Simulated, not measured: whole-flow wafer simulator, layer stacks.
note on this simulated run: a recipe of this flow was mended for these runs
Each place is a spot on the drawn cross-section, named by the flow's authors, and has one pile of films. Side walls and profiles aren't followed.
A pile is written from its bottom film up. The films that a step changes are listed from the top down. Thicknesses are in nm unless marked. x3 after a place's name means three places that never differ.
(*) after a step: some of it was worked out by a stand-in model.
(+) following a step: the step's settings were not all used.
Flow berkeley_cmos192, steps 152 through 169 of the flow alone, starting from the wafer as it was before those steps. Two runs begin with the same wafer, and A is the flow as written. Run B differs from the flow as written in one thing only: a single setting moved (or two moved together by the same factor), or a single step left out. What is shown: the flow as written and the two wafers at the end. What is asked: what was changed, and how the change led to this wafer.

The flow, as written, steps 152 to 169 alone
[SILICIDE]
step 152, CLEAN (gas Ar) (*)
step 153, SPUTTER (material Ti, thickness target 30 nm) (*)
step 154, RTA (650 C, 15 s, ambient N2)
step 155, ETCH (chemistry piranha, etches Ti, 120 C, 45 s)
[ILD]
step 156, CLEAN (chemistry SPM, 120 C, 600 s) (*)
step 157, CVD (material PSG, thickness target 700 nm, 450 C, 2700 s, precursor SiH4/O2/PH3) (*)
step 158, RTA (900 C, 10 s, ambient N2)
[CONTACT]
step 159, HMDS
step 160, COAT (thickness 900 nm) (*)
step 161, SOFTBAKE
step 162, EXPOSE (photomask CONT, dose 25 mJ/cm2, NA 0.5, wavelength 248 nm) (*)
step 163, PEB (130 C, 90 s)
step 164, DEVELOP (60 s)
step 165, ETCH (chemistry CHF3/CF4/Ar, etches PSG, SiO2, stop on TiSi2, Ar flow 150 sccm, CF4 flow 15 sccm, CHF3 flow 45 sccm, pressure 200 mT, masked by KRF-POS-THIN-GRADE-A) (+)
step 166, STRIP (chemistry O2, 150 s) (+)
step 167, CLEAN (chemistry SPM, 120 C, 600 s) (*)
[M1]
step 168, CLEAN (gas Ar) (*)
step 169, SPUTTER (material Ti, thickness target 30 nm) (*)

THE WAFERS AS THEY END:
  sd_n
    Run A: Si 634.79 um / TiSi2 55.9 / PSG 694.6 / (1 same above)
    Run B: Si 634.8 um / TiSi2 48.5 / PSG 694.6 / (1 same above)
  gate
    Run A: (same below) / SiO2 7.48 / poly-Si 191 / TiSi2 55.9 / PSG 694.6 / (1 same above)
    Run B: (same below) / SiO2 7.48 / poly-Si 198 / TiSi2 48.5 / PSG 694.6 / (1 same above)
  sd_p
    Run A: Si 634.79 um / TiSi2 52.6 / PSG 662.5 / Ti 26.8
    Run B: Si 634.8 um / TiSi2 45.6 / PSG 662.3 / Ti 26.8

Cause: step 153, SPUTTER: thickness target 26 nm was run, whereas the flow has thickness target 30 nm.

The path from the change to this, step by step:
  step 153, SPUTTER (material Ti, thickness target 30 nm) (*)
      field, sd_n, spacer_n, gate, spacer_p, gate_p, contact, m1: A Ti gains 30 (new film) | B Ti gains 26 (new film)
      sd_p: A Ti gains 28.2 (new film) | B Ti gains 24.5 (new film)
  step 154, RTA (650 C, 15 s, ambient N2)
      sd_n, contact, m1: A Ti loses 23.4, TiSi first gains 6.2 (new film), TiSi2 C49 gains 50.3 (new film), Si loses 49 | B Ti loses 20.3, TiSi2 C49 gains 51.6 (new film), Si loses 46
      gate, gate_p: A Ti loses 23.4, TiSi first gains 6.2 (new film), TiSi2 C49 gains 50.3 (new film), poly-Si loses 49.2 | B Ti loses 20.3, TiSi2 C49 gains 51.6 (new film), poly-Si loses 46.2
      (also at 1 further place)
  step 155, ETCH (chemistry piranha, etches Ti, 120 C, 45 s)
      sd_n, gate, gate_p, contact, m1: A Ti loses 6.6 (all of it), TiSi first loses 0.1 | B Ti loses 5.72 (all of it), TiSi2 C49 loses 0.1
      sd_p: A Ti loses 6.21 (all of it), TiSi first loses 0.1 | B Ti loses 5.38 (all of it), TiSi2 C49 loses 0.1
      (also at 3 further places)
  step 158, RTA (900 C, 10 s, ambient N2)
      sd_n, contact, m1: A under 1 film: TiSi2 gains 55.9 (new film), TiSi first loses 6.09 (all of it), TiSi2 C49 loses 50.3 (all of it), Si loses 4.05 | B under 1 film: TiSi2 gains 48.5 (new film), TiSi2 C49 loses 51.5 (all of it)
      gate, gate_p: A under 1 film: TiSi2 gains 55.9 (new film), TiSi first loses 6.09 (all of it), TiSi2 C49 loses 50.3 (all of it), poly-Si loses 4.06 | B under 1 film: TiSi2 gains 48.5 (new film), TiSi2 C49 loses 51.5 (all of it)
      (also at 1 further place)
